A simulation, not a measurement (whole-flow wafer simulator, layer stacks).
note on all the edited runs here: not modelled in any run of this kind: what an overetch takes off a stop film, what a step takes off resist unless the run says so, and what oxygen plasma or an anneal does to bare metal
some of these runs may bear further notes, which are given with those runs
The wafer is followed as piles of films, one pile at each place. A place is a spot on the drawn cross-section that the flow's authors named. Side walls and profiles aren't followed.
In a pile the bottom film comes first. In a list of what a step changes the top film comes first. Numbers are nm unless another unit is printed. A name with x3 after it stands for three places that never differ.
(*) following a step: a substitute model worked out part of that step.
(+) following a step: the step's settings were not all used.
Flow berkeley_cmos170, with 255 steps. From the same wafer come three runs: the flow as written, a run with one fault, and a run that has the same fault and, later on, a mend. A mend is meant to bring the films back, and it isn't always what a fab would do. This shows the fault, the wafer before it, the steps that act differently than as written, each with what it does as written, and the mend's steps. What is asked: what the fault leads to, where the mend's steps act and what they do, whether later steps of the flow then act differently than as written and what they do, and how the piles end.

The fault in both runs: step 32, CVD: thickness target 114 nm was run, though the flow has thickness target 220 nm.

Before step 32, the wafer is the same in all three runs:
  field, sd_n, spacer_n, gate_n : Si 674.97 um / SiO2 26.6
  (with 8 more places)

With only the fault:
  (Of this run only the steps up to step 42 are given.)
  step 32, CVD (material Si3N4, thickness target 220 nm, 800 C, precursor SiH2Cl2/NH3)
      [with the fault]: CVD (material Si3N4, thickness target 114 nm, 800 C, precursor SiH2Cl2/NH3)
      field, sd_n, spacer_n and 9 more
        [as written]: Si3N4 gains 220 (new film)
        [with the fault]: Si3N4 gains 114 (new film)
  Later steps of the flow acting differently than as written:
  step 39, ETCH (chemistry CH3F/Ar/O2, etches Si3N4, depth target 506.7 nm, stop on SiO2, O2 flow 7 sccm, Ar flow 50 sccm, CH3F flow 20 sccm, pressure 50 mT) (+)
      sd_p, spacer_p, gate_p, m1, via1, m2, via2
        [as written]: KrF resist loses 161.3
        [with the fault]: KrF resist loses 90.7
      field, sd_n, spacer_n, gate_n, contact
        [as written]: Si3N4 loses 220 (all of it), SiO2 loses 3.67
        [with the fault]: Si3N4 loses 114 (all of it), SiO2 loses 3.67
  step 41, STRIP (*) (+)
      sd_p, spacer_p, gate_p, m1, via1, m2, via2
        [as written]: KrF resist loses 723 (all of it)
        [with the fault]: KrF resist loses 793.7 (all of it)
  After step 42, at sd_p, spacer_p, gate_p, m1, via1, m2, via2, the piles differ from the flow's by more than 2% or 0.5 nm, whichever is larger.
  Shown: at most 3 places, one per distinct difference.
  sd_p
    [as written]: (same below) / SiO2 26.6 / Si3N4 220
    [with the fault]: (same below) / SiO2 26.6 / Si3N4 114

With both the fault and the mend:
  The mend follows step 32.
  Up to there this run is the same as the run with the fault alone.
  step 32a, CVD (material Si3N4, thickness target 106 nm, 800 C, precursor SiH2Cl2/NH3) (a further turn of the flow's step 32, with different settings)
      field, sd_n, spacer_n and 9 more
        Si3N4 gains 106
  Later steps of the flow that are run all act as written at every place that is followed.
  At every place that both follow, the piles at the end match the flow's.
